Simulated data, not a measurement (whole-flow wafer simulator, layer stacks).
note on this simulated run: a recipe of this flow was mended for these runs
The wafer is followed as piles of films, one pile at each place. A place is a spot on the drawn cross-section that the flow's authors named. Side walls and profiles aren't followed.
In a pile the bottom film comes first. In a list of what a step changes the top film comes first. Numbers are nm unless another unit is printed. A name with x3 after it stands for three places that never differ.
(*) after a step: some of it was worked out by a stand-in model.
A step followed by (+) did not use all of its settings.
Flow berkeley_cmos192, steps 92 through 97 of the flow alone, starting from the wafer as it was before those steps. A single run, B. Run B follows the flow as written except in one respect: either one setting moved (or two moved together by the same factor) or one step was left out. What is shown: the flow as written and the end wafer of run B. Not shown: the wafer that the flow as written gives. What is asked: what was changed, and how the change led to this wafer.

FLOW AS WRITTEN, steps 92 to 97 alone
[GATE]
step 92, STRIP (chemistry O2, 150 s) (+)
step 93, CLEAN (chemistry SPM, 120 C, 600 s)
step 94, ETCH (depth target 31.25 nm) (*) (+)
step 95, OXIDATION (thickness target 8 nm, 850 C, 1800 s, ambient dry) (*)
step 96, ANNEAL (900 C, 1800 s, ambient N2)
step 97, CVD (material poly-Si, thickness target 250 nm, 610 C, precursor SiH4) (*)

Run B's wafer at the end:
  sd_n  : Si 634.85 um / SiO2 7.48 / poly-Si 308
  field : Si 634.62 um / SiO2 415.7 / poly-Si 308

Cause: step 97, CVD: thickness target 308 nm was run, though the flow has thickness target 250 nm.
One can read it off the wafer: sd_n has poly-Si 308, and step 97 as written asks for 250 nm.

Step by step, how the change led to this:
  step 97, CVD (material poly-Si, thickness target 250 nm, 610 C, precursor SiH4) (*)
      field, sd_n, spacer_n, gate, sd_p, spacer_p x2, contact, m1: poly-Si gains 308 (new film) (in the flow as written it would be: poly-Si gains 250 (new film))
